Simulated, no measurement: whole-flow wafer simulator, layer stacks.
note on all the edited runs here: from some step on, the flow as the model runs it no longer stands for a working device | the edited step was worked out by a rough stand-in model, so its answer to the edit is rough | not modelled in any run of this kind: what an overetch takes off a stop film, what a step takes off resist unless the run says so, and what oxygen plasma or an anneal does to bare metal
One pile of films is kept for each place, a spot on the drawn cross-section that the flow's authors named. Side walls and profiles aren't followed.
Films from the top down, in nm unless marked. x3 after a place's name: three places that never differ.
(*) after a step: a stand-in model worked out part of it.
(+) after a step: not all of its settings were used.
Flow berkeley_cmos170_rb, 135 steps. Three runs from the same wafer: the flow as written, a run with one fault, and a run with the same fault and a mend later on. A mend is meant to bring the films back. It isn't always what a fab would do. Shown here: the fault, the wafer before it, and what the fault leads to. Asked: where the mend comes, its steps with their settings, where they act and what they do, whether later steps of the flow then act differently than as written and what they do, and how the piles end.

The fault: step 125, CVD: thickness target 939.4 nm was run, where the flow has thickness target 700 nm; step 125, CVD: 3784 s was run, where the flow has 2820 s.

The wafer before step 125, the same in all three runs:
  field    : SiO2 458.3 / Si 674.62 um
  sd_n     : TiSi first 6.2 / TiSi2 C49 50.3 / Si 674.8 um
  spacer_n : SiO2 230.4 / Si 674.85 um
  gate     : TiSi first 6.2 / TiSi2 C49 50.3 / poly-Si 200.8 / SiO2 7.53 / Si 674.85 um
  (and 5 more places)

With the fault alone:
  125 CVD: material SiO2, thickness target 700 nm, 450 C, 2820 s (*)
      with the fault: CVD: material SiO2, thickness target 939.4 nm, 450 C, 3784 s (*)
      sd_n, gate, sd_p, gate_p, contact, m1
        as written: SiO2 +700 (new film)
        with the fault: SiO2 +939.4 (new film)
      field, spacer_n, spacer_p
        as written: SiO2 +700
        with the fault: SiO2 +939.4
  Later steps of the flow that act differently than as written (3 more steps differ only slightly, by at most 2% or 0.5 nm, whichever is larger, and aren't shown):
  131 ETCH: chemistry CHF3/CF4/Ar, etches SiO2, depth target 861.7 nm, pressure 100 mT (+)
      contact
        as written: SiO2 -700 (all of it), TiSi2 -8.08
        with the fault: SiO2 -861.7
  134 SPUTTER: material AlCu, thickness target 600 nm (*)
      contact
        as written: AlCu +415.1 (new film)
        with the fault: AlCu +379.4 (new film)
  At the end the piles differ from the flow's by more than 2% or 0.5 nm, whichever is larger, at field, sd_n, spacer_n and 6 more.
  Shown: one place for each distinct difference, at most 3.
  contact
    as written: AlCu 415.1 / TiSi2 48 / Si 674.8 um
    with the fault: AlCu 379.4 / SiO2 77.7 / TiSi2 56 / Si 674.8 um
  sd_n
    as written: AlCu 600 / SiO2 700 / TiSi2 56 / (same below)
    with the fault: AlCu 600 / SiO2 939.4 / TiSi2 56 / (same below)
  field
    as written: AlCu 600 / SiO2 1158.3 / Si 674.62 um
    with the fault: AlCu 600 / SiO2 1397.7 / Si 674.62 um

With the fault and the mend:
  The mend comes after step 125.
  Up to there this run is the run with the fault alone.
  125a ETCH: chemistry boe, depth target 235.3 nm
      field, sd_n, spacer_n and 6 more
        SiO2 -235.3
  No later step of the flow acts differently than as written, at any place that is followed, by more than 2% or 0.5 nm, whichever is larger.
  At the end the piles differ from the flow's only slightly at the places that both follow, by at most 2% or 0.5 nm, whichever is larger.
